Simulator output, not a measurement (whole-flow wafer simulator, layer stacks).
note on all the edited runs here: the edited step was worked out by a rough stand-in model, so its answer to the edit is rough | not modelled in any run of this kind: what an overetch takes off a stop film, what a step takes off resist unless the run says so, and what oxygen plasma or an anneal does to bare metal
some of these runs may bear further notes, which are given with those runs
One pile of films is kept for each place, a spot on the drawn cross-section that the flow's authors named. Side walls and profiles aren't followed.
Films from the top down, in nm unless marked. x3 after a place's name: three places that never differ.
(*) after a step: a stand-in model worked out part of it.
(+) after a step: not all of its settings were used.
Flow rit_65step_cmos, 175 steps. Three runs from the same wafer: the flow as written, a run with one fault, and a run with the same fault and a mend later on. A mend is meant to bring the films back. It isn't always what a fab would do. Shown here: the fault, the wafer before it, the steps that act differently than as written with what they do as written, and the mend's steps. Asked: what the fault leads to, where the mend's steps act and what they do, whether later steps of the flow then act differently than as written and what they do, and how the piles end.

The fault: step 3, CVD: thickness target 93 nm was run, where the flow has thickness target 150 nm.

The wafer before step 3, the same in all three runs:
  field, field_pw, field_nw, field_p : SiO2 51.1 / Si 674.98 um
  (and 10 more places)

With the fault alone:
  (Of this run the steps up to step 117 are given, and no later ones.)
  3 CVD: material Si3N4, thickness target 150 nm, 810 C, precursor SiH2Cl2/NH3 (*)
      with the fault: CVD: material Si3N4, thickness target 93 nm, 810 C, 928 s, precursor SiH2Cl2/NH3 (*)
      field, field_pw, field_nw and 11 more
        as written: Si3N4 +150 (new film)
        with the fault: Si3N4 +93 (new film)
  Later steps of the flow that act differently than as written (37 more steps differ only slightly, by at most 2% or 0.5 nm, whichever is larger, and aren't shown):
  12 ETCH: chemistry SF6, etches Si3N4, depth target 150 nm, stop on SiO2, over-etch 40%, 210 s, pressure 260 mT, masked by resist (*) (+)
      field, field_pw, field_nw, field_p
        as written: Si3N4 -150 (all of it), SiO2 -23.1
        with the fault: Si3N4 -93 (all of it), SiO2 -45
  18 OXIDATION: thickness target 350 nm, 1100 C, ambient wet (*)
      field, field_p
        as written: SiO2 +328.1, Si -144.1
        with the fault: SiO2 +346, Si -152
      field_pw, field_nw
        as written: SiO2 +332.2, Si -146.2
        with the fault: SiO2 +349, Si -153.6
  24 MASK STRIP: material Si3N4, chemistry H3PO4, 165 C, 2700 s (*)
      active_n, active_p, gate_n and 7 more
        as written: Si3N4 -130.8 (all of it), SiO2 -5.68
        with the fault: Si3N4 -73.8 (all of it), SiO2 -7.86
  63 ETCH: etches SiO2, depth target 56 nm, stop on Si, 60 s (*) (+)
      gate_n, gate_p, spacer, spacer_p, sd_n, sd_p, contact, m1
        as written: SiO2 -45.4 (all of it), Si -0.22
        with the fault: SiO2 -43.3 (all of it), Si -0.26
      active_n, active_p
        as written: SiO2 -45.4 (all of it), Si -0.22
        with the fault: SiO2 -43.2 (all of it), Si -0.26
  After step 117 the piles differ from the flow's only slightly at the places that both follow, by at most 2% or 0.5 nm, whichever is larger.

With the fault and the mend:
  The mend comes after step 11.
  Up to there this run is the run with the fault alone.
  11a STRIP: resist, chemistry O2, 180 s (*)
      active_n, active_p, gate_n and 7 more
        resist -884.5 (all of it)
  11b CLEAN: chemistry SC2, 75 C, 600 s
      changes no film at any place that is followed
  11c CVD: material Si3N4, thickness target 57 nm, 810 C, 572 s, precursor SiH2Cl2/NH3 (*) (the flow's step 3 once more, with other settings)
      field, field_pw, field_nw and 11 more
        Si3N4 +57
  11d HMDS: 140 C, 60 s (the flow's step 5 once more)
      changes no film at any place that is followed
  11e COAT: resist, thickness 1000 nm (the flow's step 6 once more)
      field, field_pw, field_nw and 11 more
        resist +1000 (new film)
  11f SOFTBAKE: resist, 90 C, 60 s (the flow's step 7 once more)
      changes no film at any place that is followed
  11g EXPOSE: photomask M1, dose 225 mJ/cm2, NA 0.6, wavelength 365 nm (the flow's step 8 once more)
      changes no film at any place that is followed
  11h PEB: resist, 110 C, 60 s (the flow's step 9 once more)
      field, field_pw, field_nw and 11 more
        resist -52
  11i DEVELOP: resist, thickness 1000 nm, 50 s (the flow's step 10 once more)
      field, field_pw, field_nw, field_p
        resist -948 (all of it)
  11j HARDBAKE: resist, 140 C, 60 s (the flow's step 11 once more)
      active_n, active_p, gate_n and 7 more
        resist -63.5
  No later step of the flow acts differently than as written at any place that is followed.
  At the end the piles are the same as the flow's at every place that both follow.
